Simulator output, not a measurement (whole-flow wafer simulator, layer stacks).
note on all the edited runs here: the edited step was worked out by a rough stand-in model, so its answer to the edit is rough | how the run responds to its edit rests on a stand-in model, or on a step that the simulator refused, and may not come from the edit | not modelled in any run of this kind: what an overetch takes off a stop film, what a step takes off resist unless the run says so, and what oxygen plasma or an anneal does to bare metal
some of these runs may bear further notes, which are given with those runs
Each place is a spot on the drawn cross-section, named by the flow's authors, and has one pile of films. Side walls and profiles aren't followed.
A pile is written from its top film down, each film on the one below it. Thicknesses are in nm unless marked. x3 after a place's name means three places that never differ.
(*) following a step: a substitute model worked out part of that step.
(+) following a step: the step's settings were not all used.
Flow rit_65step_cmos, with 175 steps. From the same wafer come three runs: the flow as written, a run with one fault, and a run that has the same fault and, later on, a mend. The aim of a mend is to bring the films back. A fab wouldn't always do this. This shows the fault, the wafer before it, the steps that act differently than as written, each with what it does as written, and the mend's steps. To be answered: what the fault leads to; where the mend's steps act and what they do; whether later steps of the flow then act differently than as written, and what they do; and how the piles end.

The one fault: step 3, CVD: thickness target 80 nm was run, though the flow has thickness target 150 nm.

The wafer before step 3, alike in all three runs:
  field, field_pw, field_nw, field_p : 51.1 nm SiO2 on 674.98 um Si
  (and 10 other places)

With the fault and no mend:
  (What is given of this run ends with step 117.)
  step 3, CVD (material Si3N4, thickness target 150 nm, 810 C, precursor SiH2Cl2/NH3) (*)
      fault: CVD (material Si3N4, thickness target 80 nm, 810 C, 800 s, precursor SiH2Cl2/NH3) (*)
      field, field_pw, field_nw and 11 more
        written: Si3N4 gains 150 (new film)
        fault: Si3N4 gains 80 (new film)
  Steps further on in the flow that do not act as written (37 other steps are not shown; they differ only slightly, by no more than 2% or 0.5 nm, whichever is larger):
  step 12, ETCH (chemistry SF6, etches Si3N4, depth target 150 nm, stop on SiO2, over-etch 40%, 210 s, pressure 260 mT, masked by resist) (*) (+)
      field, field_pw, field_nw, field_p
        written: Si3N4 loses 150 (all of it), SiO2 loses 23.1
        fault: Si3N4 loses 80 (all of it), SiO2 loses 50
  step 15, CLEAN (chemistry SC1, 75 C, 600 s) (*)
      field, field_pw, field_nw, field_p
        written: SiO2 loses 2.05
        fault: chemical SiO2 gains 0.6 (new film), SiO2 loses 1.07 (all of it), Si loses 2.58
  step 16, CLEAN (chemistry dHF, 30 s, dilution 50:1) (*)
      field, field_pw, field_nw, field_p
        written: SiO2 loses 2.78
        fault: chemical SiO2 loses 0.6 (all of it)
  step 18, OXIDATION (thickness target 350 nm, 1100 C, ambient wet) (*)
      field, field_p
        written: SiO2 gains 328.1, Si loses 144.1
        fault: SiO2 gains 347.5 (new film), chemical SiO2 loses 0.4 (all of it), Si loses 152.5
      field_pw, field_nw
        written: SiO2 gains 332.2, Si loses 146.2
        fault: SiO2 gains 350 (new film), chemical SiO2 loses 0.4 (all of it), Si loses 153.8
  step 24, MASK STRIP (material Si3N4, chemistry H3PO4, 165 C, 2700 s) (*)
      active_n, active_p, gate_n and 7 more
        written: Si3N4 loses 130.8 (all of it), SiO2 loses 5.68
        fault: Si3N4 loses 60.8 (all of it), SiO2 loses 8.35
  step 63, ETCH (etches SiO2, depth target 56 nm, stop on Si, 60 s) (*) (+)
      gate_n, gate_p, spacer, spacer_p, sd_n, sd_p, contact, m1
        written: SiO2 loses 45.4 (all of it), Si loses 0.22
        fault: SiO2 loses 42.8 (all of it), Si loses 0.27
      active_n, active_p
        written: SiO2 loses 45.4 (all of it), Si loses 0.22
        fault: SiO2 loses 42.7 (all of it), Si loses 0.27
  After step 117 the piles are close to the flow's at the places that both follow, differing by at most 2% or 0.5 nm, whichever is larger.

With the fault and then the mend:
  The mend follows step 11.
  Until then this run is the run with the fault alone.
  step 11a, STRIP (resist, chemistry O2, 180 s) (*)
      active_n, active_p, gate_n and 7 more
        resist loses 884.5 (all of it)
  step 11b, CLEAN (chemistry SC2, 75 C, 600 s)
      leaves every film unchanged at each place that is followed
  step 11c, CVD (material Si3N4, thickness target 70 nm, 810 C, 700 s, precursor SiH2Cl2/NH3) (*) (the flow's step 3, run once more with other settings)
      field, field_pw, field_nw and 11 more
        Si3N4 gains 70
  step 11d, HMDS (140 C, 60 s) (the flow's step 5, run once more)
      leaves every film unchanged at each place that is followed
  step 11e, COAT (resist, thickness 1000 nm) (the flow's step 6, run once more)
      field, field_pw, field_nw and 11 more
        resist gains 1000 (new film)
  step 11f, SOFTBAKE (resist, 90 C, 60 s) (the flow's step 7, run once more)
      leaves every film unchanged at each place that is followed
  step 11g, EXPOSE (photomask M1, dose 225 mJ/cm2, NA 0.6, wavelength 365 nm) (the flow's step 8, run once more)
      leaves every film unchanged at each place that is followed
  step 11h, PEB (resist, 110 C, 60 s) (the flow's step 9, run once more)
      field, field_pw, field_nw and 11 more
        resist loses 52
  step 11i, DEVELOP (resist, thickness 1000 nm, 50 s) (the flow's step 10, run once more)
      field, field_pw, field_nw, field_p
        resist loses 948 (all of it)
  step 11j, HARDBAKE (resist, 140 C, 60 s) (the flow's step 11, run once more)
      active_n, active_p, gate_n and 7 more
        resist loses 63.5
  None of the later steps of the flow acts differently than as written at any place that is followed.
  At every place that both follow, the piles at the end match the flow's.
